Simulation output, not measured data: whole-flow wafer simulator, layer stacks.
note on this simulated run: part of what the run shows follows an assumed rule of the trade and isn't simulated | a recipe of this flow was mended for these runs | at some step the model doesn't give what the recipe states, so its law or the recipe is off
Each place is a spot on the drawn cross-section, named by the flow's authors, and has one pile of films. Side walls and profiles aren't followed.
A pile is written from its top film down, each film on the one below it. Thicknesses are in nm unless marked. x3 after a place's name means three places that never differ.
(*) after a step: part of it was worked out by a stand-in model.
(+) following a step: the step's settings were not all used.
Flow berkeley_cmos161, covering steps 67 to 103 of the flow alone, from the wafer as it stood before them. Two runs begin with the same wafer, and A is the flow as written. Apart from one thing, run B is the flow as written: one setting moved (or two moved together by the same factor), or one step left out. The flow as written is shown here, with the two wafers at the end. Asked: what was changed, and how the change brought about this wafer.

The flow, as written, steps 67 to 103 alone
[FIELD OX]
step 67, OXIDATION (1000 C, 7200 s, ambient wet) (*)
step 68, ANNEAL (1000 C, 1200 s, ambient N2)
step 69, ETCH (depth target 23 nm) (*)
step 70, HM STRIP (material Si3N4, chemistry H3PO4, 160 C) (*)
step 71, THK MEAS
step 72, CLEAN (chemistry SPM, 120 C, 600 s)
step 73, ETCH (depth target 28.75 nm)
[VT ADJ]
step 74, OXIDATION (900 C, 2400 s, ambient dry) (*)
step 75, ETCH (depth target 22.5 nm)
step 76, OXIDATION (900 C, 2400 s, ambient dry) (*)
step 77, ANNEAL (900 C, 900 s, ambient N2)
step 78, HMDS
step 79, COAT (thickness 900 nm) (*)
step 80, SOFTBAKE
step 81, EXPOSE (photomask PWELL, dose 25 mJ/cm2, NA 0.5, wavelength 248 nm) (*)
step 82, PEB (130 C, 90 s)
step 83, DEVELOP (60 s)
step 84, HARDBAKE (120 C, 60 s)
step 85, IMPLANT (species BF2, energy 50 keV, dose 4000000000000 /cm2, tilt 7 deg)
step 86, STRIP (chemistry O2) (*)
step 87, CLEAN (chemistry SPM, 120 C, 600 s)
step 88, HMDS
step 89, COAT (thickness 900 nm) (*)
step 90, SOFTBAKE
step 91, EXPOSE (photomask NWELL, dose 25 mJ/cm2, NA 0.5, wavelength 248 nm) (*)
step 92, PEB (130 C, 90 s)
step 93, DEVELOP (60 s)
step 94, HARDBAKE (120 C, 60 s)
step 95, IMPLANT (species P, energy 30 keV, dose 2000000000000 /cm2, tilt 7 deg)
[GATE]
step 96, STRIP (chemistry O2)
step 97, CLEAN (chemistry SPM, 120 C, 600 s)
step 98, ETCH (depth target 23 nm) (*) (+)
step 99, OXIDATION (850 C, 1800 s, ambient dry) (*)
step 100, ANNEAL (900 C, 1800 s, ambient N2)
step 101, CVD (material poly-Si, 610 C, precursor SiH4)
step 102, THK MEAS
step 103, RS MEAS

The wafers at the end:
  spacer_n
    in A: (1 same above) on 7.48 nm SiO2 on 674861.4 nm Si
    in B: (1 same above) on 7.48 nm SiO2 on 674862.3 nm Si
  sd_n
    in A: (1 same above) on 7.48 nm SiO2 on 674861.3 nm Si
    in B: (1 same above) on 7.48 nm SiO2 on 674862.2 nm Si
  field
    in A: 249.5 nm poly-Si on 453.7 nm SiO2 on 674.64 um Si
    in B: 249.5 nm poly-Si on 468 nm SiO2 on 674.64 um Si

Cause: step 73, ETCH: depth target 14.38 nm was run, though the flow has depth target 28.75 nm.

The path from the change to this, step by step:
  step 73, ETCH (depth target 28.75 nm)
      spacer_n, gate_n, spacer_p, gate_p, contact, m1: A SiO2 loses 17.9 (all of it) | B SiO2 loses 14.4
      sd_n, sd_p: A SiO2 loses 18.1 (all of it) | B SiO2 loses 14.4
      (also at 1 further place)
  step 74, OXIDATION (900 C, 2400 s, ambient dry) (*)
      sd_n, spacer_n, gate_n, sd_p, spacer_p, gate_p, contact, m1: A SiO2 gains 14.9 (new film), Si loses 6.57 | B SiO2 gains 12.9, Si loses 5.69
  step 75, ETCH (depth target 22.5 nm)
      spacer_n, gate_n, spacer_p, gate_p, contact, m1: A SiO2 loses 14.9 (all of it) | B SiO2 loses 16.4 (all of it)
      sd_n, sd_p: A SiO2 loses 14.9 (all of it) | B SiO2 loses 16.7 (all of it)
